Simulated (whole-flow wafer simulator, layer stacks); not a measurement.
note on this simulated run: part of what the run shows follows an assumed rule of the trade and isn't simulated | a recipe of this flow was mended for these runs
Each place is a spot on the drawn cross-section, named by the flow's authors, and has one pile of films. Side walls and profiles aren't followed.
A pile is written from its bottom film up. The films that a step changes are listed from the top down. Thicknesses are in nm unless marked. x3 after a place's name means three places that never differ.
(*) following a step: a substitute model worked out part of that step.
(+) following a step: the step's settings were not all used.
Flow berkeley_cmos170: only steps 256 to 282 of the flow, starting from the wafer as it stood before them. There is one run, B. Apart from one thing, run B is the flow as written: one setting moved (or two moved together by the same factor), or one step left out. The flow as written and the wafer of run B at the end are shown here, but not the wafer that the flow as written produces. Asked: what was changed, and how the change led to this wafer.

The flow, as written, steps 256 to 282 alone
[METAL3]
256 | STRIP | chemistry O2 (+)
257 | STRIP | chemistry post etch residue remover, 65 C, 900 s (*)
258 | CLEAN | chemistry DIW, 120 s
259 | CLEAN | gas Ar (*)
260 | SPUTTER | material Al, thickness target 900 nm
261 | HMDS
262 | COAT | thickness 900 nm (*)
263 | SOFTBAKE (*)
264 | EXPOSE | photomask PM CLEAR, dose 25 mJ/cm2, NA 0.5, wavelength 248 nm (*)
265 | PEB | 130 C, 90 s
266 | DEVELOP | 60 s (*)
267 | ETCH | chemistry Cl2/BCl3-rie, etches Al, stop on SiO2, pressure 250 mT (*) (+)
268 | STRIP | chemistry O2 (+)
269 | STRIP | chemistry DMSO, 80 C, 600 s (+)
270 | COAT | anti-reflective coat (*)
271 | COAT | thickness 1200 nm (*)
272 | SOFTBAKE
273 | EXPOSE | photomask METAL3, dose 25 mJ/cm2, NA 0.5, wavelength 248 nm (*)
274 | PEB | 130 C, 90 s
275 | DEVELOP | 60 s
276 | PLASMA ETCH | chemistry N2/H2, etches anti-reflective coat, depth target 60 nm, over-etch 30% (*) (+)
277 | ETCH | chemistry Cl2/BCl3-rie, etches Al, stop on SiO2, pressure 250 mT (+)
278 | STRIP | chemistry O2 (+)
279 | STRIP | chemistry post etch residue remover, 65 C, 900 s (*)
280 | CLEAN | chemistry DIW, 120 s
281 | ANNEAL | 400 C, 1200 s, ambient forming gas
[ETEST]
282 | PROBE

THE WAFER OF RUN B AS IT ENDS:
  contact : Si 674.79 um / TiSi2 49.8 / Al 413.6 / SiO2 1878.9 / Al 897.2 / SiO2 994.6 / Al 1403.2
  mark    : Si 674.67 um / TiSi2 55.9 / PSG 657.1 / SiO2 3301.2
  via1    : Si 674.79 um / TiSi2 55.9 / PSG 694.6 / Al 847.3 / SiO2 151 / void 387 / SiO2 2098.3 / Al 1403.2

The reason: step 260, SPUTTER: thickness target 1406 nm was run, while the flow as written has thickness target 900 nm.

Step by step, how the change led to this:
  260 | SPUTTER | material Al, thickness target 900 nm
      field, mark, sd_n and 9 more: Al gains 1406 (new film) (in the flow as written it would be: Al gains 900 (new film))
      via2: Al gains 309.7 (in the flow as written it would be: Al gains 259.4)
  262 | COAT | thickness 900 nm (*)
      via2: KrF-resist gains 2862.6 (new film) (in the flow as written it would be: KrF-resist gains 2428.6 (new film))
  265 | PEB | 130 C, 90 s
      via2: KrF-resist loses 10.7 (in the flow as written it would be: KrF-resist loses 7.55)
  267 | ETCH | chemistry Cl2/BCl3-rie, etches Al, stop on SiO2, pressure 250 mT (*) (+)
      field, sd_n, spacer_n and 9 more: KrF-resist loses 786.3 (in the flow as written it would be: KrF-resist loses 533.3)
      mark: Al loses 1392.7 (all of it), SiO2 loses 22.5 (in the flow as written it would be: Al loses 886.7 (all of it), SiO2 loses 22.5)
  268 | STRIP | chemistry O2 (+)
      field, spacer_n, gate_n: KrF-resist loses 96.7 (all of it) (in the flow as written it would be: KrF-resist loses 349.7 (all of it))
      spacer_p, gate_p: KrF-resist loses 96.5 (all of it) (in the flow as written it would be: KrF-resist loses 349.6 (all of it))
      (and at 7 other places as well)
  270 | COAT | anti-reflective coat (*)
      via2: anti-reflective coat gains 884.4 (new film) (in the flow as written it would be: anti-reflective coat gains 671.1 (new film))
  271 | COAT | thickness 1200 nm (*)
      m1: KrF-resist gains 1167 (new film) (in the flow as written it would be: KrF-resist gains 1194.3 (new film))
      m2: KrF-resist gains 1168.7 (new film) (in the flow as written it would be: KrF-resist gains 1207.4 (new film))
      (and at 1 other place as well)
  274 | PEB | 130 C, 90 s
      via2: KrF-resist loses 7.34 (in the flow as written it would be: KrF-resist loses 6.08)
  277 | ETCH | chemistry Cl2/BCl3-rie, etches Al, stop on SiO2, pressure 250 mT (+)
      field, sd_n, spacer_n, gate_n, sd_p, spacer_p, gate_p: Al loses 1406 (all of it), SiO2 loses 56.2 (in the flow as written it would be: Al loses 900 (all of it), SiO2 loses 56.2)
      contact, m1, via1, m2, via2: KrF-resist loses 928 (in the flow as written it would be: KrF-resist loses 675)
      (and at 1 other place as well)
  278 | STRIP | chemistry O2 (+)
      contact: KrF-resist loses 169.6 (all of it), anti-reflective coat loses 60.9 (all of it) (in the flow as written it would be: KrF-resist loses 424 (all of it), anti-reflective coat loses 61.1 (all of it))
      m1: KrF-resist loses 143.3 (all of it), anti-reflective coat loses 41.1 (all of it) (in the flow as written it would be: KrF-resist loses 423.6 (all of it), anti-reflective coat loses 40.9 (all of it))
      (and at 3 other places as well)
